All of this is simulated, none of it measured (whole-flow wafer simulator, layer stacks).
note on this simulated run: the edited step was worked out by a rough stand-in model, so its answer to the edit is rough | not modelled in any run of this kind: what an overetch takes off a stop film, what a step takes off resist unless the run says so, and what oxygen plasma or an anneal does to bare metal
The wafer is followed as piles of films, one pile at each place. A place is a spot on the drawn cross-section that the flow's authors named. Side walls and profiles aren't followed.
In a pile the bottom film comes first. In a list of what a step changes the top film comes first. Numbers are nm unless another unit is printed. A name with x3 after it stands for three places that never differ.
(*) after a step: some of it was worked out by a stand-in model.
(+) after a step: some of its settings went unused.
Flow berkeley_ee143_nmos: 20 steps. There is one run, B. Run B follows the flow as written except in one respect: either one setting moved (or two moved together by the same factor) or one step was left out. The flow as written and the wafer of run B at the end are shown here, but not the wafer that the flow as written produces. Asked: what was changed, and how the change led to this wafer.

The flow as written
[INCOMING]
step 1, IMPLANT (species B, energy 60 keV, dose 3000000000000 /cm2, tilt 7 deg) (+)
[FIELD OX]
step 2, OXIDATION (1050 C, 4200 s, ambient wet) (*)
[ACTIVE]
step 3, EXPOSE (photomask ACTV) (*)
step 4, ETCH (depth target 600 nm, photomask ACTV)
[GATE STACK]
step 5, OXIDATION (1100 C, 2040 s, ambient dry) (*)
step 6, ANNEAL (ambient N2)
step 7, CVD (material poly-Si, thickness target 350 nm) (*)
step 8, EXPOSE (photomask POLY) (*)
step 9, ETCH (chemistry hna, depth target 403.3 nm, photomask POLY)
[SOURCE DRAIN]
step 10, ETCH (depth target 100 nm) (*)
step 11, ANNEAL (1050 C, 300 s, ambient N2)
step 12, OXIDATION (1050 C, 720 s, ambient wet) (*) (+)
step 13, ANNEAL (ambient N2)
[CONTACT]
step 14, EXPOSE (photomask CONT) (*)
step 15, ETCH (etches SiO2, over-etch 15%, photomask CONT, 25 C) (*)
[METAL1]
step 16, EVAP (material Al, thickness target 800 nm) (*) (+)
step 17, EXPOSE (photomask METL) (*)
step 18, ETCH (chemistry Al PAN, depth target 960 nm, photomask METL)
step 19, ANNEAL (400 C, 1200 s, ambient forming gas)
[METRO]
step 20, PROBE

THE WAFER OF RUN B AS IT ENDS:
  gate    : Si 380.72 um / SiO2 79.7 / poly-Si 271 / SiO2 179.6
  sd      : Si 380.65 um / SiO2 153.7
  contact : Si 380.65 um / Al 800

The reason: step 12, OXIDATION: 540 s was run, whereas the flow has 720 s.

How this came from the change, step by step:
  step 12, OXIDATION (1050 C, 720 s, ambient wet) (*) (+)
      sd, contact: +153.7 SiO2 (new film), -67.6 Si (it would be, as written: +189.4 SiO2 (new film), -83.4 Si)
      gate: +179.6 SiO2 (new film), -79 poly-Si (it would be, as written: +217.6 SiO2 (new film), -95.7 poly-Si)
      (also at 1 further place)
  step 15, ETCH (etches SiO2, over-etch 15%, photomask CONT, 25 C) (*)
      contact: -153.7 SiO2 (all of it) (it would be, as written: -189.4 SiO2 (all of it))
